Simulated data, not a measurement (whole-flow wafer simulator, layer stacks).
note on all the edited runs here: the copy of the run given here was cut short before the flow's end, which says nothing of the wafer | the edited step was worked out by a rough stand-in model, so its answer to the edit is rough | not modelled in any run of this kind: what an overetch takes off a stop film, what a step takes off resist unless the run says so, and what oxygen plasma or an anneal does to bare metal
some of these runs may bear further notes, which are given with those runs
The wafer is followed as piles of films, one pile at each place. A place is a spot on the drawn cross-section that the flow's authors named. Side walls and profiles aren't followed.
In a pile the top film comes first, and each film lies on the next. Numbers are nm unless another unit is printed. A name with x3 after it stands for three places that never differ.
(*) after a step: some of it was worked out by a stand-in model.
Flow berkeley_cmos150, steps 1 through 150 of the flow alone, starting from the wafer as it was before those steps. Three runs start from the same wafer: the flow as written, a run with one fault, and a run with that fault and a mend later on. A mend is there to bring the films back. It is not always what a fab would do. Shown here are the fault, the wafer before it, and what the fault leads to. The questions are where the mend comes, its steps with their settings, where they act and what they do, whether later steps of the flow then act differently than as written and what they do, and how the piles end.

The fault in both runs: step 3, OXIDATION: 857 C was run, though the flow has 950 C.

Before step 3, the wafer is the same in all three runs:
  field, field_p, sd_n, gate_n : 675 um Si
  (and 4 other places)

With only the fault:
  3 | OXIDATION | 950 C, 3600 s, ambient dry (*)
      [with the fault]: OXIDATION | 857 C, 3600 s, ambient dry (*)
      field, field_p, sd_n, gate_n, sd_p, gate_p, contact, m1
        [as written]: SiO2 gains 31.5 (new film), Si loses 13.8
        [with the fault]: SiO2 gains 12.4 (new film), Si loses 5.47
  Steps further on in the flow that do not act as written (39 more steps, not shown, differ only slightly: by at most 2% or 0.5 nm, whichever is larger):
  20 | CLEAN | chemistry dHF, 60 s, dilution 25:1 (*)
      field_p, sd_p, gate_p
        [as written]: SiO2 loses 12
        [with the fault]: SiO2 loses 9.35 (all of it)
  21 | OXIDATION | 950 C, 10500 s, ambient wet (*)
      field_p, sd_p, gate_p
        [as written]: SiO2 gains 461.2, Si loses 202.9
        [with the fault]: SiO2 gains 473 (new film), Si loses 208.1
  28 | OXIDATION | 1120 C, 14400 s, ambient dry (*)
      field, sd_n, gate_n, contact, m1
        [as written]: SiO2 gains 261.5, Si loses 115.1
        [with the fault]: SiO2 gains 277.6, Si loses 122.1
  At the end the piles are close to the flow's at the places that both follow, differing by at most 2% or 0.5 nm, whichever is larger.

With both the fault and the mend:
  The mend follows step 4.
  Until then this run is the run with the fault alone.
  4a | OXIDATION | 950 C, 2689 s, ambient dry (*) (the flow's step 3 again, with other settings)
      field, field_p, sd_n, gate_n, sd_p, gate_p, contact, m1
        SiO2 gains 19.2, Si loses 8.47
  Later steps of the flow that are run all act as written at every place that is followed, up to a difference of at most 2% or 0.5 nm, whichever is larger.
  By the end, the piles equal the flow's at every place that both follow.
